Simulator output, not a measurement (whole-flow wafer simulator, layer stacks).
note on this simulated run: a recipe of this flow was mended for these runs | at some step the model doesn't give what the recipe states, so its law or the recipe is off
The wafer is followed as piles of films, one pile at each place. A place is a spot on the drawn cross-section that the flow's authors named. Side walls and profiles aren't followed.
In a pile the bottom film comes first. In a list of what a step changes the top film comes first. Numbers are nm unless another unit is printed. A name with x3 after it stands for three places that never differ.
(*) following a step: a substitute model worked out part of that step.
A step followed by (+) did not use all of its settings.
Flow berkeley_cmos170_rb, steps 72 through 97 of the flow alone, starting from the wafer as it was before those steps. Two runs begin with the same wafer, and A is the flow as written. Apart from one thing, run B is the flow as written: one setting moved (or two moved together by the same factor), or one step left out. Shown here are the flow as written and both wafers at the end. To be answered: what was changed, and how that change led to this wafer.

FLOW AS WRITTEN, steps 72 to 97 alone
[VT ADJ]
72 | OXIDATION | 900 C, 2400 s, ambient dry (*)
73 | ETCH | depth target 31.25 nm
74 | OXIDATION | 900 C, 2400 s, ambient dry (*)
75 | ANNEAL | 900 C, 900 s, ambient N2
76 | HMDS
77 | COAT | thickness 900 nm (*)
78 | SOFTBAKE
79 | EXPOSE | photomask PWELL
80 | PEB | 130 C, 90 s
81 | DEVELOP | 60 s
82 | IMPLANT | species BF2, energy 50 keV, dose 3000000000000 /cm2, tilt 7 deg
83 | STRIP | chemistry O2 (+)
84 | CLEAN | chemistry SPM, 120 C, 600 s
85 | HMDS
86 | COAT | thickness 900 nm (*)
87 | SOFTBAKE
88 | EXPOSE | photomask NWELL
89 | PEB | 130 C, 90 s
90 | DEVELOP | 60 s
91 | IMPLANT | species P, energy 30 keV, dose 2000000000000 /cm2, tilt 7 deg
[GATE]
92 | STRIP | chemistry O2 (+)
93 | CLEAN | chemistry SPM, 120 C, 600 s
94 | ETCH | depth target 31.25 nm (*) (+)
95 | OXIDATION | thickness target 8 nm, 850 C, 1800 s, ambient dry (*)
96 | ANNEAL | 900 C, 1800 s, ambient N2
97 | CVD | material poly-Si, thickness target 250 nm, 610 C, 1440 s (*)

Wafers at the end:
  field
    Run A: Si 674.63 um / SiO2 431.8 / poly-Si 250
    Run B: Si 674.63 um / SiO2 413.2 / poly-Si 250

Cause: step 73, ETCH: depth target 50 nm was run, while the flow as written has depth target 31.25 nm.

Step by step, how the change led to this:
  73 | ETCH | depth target 31.25 nm
      field: A -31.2 SiO2 | B -50 SiO2
